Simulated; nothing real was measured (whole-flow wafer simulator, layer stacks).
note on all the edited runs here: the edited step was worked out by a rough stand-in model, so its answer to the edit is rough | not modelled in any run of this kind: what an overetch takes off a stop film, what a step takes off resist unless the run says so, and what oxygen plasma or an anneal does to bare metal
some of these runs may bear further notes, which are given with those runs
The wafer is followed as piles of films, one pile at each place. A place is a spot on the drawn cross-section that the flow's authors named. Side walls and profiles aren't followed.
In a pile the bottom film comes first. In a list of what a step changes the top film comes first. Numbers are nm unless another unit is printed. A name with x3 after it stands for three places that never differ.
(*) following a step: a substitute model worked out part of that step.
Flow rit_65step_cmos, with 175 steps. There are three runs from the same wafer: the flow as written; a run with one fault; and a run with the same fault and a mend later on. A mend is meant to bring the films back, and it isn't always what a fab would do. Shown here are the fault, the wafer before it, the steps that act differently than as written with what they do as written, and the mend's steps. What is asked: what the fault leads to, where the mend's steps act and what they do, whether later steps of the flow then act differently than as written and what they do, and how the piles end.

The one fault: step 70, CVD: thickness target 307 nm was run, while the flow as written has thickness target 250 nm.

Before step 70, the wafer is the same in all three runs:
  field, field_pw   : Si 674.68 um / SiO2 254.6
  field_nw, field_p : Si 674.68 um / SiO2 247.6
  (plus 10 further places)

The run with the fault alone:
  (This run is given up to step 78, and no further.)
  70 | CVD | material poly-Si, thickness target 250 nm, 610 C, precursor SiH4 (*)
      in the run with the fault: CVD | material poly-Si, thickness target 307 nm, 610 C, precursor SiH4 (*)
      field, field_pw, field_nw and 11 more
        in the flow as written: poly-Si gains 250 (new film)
        in the run with the fault: poly-Si gains 307 (new film)
  None of the later steps of the flow up to step 78 differs from how it acts as written, at any place that is followed, by more than 2% or 0.5 nm, whichever is larger.
  After step 78, at field, field_pw, field_nw and 11 more, the piles differ from the flow's by more than 2% or 0.5 nm, whichever is larger.
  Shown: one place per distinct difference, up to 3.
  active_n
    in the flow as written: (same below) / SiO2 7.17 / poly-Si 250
    in the run with the fault: (same below) / SiO2 7.17 / poly-Si 307
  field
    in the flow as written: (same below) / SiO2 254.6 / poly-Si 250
    in the run with the fault: (same below) / SiO2 254.6 / poly-Si 307
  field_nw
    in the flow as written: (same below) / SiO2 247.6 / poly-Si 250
    in the run with the fault: (same below) / SiO2 247.6 / poly-Si 307

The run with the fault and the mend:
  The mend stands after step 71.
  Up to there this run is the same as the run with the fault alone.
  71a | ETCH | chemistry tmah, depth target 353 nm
      field, field_pw, field_nw and 11 more
        poly-Si loses 307 (all of it)
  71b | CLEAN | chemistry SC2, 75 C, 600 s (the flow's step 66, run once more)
      alters no film at any place that is followed
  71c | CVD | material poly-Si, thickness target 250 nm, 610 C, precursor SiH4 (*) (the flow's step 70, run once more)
      field, field_pw, field_nw and 11 more
        poly-Si gains 250 (new film)
  None of the later steps of the flow acts differently than as written at any place that is followed.
  By the end, the piles equal the flow's at every place that both follow.
